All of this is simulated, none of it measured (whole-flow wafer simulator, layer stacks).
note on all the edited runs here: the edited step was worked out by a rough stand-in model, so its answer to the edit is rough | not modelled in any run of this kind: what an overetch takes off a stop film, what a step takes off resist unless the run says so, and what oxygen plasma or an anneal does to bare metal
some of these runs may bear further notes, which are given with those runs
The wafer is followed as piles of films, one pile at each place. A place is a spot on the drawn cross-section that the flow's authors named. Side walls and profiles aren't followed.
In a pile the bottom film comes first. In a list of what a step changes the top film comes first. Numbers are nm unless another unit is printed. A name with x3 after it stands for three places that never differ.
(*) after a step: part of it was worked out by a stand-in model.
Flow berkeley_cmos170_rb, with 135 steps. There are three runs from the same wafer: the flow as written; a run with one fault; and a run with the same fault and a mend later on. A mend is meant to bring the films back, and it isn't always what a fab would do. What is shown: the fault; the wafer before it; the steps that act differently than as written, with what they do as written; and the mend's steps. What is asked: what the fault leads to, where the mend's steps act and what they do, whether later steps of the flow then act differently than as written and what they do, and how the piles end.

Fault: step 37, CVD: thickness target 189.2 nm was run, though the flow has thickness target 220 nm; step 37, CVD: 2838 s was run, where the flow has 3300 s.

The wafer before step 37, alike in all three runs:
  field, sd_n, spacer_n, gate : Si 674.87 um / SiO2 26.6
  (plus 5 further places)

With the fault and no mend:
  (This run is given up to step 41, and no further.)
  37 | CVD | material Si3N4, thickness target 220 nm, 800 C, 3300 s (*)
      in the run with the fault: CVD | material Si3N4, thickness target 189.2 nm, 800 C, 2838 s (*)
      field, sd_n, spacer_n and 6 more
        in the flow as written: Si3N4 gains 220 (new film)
        in the run with the fault: Si3N4 gains 189.2 (new film)
  None of the later steps of the flow up to step 41 acts differently than as written at any place that is followed.
  Once step 41 is done, the piles at field, sd_n, spacer_n and 6 more depart from the flow's by more than 2% or 0.5 nm, whichever is larger.
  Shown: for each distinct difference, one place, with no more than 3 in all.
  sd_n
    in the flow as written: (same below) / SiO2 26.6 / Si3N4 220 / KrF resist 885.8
    in the run with the fault: (same below) / SiO2 26.6 / Si3N4 189.2 / KrF resist 885.8
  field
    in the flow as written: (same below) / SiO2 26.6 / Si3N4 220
    in the run with the fault: (same below) / SiO2 26.6 / Si3N4 189.2

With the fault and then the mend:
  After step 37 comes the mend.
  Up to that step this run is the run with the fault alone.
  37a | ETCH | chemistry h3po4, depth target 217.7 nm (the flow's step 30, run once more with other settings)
      field, sd_n, spacer_n and 6 more
        Si3N4 loses 189.2 (all of it)
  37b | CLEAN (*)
      alters no film at any place that is followed
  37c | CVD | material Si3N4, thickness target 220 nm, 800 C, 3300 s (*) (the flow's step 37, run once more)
      field, sd_n, spacer_n and 6 more
        Si3N4 gains 220 (new film)
  None of the later steps of the flow acts differently than as written at any place that is followed.
  At every place that both follow, the piles at the end match the flow's.
